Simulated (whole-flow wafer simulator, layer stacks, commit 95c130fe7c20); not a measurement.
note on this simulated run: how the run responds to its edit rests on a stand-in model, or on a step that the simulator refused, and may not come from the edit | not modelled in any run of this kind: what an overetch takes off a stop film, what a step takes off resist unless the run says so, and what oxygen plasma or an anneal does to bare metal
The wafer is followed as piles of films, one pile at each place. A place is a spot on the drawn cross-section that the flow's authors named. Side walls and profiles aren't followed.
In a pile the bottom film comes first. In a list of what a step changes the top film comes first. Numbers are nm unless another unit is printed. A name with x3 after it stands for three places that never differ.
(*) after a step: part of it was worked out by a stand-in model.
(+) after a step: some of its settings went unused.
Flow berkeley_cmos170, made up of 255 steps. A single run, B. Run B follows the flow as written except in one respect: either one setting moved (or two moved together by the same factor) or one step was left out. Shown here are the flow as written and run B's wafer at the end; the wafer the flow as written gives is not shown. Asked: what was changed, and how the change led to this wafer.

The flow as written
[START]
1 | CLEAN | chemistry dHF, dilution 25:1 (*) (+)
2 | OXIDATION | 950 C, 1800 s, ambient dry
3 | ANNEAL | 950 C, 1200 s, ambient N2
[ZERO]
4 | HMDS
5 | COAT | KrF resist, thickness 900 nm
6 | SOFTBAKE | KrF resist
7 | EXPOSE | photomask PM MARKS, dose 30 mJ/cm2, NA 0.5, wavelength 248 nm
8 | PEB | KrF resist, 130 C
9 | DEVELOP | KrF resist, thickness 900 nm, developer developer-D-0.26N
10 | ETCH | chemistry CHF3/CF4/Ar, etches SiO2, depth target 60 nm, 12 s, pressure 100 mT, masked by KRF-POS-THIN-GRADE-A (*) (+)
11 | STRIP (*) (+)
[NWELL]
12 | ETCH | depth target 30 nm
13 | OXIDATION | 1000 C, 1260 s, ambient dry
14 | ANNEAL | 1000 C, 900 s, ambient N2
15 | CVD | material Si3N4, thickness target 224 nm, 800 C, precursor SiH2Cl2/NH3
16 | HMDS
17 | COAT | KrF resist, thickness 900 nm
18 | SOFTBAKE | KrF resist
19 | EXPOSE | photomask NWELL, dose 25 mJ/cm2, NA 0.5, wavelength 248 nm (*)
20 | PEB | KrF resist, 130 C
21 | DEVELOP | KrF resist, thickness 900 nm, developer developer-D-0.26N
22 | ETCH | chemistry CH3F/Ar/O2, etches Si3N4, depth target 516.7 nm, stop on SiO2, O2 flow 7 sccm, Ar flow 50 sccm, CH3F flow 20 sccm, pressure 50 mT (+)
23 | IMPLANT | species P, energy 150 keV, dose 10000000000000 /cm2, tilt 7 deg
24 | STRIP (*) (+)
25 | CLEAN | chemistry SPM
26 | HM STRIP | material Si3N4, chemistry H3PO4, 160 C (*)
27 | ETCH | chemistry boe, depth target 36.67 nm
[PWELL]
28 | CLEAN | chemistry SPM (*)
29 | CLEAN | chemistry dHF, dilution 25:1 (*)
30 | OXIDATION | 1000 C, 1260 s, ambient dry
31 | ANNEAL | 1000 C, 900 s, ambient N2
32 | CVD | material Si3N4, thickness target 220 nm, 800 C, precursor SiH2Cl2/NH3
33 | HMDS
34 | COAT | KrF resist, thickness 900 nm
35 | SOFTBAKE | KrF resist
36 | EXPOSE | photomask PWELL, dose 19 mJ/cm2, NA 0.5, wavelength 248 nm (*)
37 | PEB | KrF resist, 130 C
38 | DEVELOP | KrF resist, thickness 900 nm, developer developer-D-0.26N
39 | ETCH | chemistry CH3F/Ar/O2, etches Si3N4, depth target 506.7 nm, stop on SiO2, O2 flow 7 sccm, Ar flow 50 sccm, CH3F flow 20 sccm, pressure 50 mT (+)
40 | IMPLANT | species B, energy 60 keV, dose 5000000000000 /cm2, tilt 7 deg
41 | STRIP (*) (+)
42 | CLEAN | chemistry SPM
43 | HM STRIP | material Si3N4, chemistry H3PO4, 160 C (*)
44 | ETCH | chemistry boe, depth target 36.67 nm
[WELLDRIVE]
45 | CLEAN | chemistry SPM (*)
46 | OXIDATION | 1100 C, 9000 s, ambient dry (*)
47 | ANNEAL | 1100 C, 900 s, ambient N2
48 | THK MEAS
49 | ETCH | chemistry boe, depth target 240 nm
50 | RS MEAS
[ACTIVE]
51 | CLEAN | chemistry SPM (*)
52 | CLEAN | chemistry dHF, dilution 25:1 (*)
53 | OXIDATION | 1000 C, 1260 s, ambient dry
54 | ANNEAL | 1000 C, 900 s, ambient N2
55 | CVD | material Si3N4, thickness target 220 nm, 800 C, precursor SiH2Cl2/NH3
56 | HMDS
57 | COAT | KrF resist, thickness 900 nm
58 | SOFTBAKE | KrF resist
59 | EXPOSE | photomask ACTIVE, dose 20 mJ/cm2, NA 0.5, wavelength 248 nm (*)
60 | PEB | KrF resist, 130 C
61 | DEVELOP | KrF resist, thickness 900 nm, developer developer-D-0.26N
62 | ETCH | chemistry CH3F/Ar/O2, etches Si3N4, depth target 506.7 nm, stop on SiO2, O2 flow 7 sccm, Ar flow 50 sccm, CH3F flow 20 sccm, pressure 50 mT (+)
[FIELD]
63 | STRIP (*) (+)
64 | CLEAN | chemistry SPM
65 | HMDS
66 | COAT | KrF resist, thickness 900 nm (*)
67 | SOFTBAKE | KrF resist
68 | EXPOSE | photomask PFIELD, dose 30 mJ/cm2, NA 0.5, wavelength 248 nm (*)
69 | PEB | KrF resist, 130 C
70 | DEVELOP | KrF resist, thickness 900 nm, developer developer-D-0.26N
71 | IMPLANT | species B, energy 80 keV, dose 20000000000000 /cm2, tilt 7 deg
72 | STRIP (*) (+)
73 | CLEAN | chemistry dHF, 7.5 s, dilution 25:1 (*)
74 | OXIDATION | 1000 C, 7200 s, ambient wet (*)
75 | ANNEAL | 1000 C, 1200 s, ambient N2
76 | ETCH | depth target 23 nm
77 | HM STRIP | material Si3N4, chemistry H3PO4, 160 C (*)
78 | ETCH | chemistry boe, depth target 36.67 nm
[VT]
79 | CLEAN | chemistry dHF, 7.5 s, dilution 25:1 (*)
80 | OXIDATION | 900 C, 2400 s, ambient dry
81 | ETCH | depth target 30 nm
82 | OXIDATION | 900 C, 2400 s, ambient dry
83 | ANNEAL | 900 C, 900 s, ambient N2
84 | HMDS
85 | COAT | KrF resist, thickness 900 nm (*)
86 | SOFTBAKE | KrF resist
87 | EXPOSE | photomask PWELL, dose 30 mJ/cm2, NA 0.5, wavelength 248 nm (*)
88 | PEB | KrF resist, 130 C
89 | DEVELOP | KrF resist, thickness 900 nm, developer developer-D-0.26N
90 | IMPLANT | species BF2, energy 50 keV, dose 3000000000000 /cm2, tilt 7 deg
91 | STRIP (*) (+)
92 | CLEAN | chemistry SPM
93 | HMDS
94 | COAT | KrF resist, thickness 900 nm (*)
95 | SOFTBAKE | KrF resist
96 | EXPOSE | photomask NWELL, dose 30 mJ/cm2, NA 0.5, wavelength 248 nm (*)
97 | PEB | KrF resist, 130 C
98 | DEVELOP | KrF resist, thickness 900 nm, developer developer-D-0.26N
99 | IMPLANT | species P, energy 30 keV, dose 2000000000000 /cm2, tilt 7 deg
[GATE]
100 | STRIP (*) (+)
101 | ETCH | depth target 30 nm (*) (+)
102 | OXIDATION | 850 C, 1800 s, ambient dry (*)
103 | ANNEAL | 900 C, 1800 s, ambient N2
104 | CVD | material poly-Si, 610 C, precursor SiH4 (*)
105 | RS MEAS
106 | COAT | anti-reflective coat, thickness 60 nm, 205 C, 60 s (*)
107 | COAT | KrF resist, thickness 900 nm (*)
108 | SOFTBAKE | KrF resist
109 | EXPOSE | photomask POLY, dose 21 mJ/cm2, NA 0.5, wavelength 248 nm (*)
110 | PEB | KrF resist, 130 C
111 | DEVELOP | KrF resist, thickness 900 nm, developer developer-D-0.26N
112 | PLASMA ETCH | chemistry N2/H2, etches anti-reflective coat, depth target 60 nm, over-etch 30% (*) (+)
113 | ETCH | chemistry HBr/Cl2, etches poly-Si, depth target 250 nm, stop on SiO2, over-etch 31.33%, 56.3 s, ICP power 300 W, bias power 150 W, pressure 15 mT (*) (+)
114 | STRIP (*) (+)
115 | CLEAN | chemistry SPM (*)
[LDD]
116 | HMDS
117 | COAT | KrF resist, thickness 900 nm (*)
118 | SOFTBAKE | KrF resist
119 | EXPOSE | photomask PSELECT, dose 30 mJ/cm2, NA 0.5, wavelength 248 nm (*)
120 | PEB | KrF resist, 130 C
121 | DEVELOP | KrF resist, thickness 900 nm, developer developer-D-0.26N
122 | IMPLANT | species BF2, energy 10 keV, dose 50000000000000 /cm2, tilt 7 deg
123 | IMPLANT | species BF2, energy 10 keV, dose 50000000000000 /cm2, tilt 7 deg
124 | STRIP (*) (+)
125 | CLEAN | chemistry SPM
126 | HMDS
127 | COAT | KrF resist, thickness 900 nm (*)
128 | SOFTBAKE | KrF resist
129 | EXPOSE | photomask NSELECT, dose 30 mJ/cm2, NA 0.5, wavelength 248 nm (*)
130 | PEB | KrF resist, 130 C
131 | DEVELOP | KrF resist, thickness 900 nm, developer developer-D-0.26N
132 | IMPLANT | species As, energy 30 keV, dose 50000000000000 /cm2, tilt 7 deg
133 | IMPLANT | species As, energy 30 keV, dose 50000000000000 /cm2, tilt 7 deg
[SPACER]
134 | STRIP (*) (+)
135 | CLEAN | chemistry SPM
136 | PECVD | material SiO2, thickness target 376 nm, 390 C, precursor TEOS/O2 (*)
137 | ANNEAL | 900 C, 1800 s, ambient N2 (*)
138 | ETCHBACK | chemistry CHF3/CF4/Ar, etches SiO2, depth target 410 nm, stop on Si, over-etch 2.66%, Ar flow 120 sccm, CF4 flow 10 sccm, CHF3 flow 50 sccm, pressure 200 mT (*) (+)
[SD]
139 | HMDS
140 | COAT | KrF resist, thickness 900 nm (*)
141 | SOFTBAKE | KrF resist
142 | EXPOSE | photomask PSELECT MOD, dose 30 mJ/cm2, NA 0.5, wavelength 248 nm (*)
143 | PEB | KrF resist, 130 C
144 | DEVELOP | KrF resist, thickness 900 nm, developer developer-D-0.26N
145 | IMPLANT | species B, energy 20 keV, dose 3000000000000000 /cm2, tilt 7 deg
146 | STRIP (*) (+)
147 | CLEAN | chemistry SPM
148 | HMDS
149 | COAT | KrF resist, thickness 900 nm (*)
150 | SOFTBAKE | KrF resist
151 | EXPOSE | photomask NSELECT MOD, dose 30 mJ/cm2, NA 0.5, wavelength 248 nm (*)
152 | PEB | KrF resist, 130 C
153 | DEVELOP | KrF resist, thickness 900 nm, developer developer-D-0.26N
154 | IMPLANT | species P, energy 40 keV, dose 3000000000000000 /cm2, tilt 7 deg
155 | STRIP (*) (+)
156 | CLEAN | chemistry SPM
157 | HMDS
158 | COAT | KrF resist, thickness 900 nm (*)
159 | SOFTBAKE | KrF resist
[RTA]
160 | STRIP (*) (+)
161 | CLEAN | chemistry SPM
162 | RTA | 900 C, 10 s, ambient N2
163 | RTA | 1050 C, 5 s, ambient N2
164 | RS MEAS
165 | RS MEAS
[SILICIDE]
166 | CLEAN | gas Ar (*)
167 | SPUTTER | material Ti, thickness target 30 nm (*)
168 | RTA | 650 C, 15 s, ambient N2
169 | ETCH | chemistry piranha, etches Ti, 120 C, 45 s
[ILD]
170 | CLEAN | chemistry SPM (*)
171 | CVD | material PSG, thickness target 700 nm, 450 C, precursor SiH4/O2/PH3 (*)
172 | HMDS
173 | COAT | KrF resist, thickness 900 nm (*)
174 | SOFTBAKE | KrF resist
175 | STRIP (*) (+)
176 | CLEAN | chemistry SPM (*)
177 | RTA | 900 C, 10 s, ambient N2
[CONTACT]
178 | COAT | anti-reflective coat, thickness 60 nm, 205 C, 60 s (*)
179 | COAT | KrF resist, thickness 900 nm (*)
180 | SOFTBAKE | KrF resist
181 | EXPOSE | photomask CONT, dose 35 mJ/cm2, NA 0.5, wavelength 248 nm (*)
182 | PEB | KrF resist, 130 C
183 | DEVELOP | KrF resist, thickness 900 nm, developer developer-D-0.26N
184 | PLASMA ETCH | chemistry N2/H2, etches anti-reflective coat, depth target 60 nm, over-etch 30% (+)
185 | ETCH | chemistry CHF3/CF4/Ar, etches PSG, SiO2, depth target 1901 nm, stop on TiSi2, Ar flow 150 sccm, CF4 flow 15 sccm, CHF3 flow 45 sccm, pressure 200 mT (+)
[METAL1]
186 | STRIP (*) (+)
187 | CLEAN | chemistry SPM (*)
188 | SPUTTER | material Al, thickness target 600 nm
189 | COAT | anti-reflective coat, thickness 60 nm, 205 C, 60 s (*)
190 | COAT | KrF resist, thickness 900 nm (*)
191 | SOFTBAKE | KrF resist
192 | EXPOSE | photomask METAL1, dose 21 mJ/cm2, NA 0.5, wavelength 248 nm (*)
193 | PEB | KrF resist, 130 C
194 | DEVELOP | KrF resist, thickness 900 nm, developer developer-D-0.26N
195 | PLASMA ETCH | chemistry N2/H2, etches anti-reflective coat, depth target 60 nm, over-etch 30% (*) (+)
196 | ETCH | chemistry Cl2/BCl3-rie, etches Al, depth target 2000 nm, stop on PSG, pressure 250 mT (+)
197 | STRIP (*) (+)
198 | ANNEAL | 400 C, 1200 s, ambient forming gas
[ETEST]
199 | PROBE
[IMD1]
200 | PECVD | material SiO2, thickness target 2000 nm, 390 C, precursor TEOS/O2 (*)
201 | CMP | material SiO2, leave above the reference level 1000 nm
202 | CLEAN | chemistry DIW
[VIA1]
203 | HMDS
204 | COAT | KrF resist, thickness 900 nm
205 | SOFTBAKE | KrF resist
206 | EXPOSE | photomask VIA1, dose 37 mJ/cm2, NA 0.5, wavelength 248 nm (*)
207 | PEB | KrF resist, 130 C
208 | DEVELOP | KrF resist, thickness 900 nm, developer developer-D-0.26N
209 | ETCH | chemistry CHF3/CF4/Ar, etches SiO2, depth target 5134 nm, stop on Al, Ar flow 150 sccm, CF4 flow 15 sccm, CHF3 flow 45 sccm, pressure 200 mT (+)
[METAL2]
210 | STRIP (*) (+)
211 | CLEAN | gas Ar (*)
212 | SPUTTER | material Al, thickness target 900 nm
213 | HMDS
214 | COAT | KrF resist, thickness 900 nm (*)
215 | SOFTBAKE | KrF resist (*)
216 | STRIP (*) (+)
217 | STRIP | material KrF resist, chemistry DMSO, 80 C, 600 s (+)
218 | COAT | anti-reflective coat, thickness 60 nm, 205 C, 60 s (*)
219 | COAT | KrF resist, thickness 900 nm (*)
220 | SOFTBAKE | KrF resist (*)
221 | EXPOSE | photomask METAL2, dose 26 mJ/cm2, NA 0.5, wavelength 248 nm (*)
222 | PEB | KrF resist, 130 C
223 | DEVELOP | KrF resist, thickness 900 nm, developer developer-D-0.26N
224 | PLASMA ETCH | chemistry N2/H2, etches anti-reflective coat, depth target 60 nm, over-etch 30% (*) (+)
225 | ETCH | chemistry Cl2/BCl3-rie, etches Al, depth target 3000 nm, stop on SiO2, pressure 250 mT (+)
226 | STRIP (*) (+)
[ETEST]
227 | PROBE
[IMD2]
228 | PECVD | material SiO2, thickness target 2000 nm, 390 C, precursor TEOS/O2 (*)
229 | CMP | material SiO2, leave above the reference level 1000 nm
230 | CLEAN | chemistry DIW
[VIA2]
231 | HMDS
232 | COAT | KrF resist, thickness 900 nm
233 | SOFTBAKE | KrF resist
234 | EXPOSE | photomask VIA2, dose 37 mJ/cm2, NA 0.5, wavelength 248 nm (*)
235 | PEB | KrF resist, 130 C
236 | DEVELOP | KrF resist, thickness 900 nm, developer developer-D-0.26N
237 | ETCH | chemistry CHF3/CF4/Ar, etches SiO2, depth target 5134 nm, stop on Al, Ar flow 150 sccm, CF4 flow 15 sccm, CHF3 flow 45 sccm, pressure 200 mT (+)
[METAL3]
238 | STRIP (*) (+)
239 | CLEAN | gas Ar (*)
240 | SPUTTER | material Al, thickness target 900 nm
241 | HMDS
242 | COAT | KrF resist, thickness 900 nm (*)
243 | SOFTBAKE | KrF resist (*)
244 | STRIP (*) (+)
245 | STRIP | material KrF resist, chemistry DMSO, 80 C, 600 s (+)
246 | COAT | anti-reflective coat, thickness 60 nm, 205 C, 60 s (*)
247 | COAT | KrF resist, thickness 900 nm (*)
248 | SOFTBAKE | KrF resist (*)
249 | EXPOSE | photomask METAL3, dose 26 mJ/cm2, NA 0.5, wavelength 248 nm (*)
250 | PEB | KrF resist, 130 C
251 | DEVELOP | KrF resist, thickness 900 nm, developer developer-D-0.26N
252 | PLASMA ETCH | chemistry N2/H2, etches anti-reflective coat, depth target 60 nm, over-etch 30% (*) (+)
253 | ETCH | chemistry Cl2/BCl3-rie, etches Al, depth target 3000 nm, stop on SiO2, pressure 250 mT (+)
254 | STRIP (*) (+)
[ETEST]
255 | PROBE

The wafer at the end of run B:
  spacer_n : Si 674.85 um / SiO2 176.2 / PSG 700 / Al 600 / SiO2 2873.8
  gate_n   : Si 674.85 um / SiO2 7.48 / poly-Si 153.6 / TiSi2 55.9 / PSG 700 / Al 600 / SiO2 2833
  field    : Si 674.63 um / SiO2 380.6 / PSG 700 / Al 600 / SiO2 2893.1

The reason: step 196, ETCH: chemistry Cl2/BCl3-rie, etches Al, depth target 2000 nm, stop on PSG, pressure 250 mT (+), was omitted.

The path from the change to this, step by step:
  197 | STRIP (*) (+)
      contact: -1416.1 KrF resist (all of it), -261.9 anti-reflective coat (all of it) (in the flow as written it would be: -966.1 KrF resist (all of it), -261.9 anti-reflective coat (all of it))
      m1: -854.7 KrF resist (all of it), -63 anti-reflective coat (all of it) (in the flow as written it would be: -404.7 KrF resist (all of it), -63 anti-reflective coat (all of it))
      (also at 3 further places)
  200 | PECVD | material SiO2, thickness target 2000 nm, 390 C, precursor TEOS/O2 (*)
      sd_p: +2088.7 SiO2 (new film) (in the flow as written it would be: +1976.3 SiO2 (new film))
      contact: +2888.1 SiO2 (new film) (in the flow as written it would be: +1949.3 SiO2 (new film))
  201 | CMP | material SiO2, leave above the reference level 1000 nm
      m1, via1, m2, via2: -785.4 SiO2 (in the flow as written it would be: -1000 SiO2)
      spacer_n, spacer_p: -959.3 SiO2 (in the flow as written it would be: -536.3 SiO2)
      (also at 6 further places)
  209 | ETCH | chemistry CHF3/CF4/Ar, etches SiO2, depth target 5134 nm, stop on Al, Ar flow 150 sccm, CF4 flow 15 sccm, CHF3 flow 45 sccm, pressure 200 mT (+)
      field, sd_n, spacer_n and 8 more: -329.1 KrF resist (in the flow as written it would be: -275.4 KrF resist)
      via1: -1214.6 SiO2 (all of it), -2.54 Al (in the flow as written it would be: -1000 SiO2 (all of it), -2.54 Al)
  210 | STRIP (*) (+)
      field, sd_n, spacer_n and 8 more: -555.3 KrF resist (all of it) (in the flow as written it would be: -608.9 KrF resist (all of it))
  212 | SPUTTER | material Al, thickness target 900 nm
      via1: +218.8 Al (in the flow as written it would be: +260 Al)
  214 | COAT | KrF resist, thickness 900 nm (*)
      via1: +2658 KrF resist (new film) (in the flow as written it would be: +2425.4 KrF resist (new film))
  216 | STRIP (*) (+)
      via1: -2658 KrF resist (all of it) (in the flow as written it would be: -2425.4 KrF resist (all of it))
  218 | COAT | anti-reflective coat, thickness 60 nm, 205 C, 60 s (*)
      m1: +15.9 anti-reflective coat (new film) (in the flow as written it would be: +16.7 anti-reflective coat (new film))
      via1: +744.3 anti-reflective coat (new film) (in the flow as written it would be: +670.7 anti-reflective coat (new film))
  219 | COAT | KrF resist, thickness 900 nm (*)
      via1: +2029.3 KrF resist (new film) (in the flow as written it would be: +1869 KrF resist (new film))
  226 | STRIP (*) (+)
      m1: -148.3 KrF resist (all of it), -15.9 anti-reflective coat (all of it) (in the flow as written it would be: -162.4 KrF resist (all of it), -16.7 anti-reflective coat (all of it))
      via1: -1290 KrF resist (all of it), -744.3 anti-reflective coat (all of it) (in the flow as written it would be: -1130.1 KrF resist (all of it), -670.7 anti-reflective coat (all of it))
      (also at 1 further place)
  228 | PECVD | material SiO2, thickness target 2000 nm, 390 C, precursor TEOS/O2 (*)
      via1: +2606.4 SiO2 (new film), +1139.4 void (new film), +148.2 SiO2 (new film) (in the flow as written it would be: +3107.6 SiO2 (new film), +382.4 void (new film), +148.2 SiO2 (new film))
If metal films that touch count as one body, spacer_n has 1 body; the flow as written gives 0 bodies.
If metal films that touch count as one body, gate_n has 1 body; the flow as written gives 0 bodies.
If metal films that touch count as one body, field has 1 body; the flow as written gives 0 bodies.
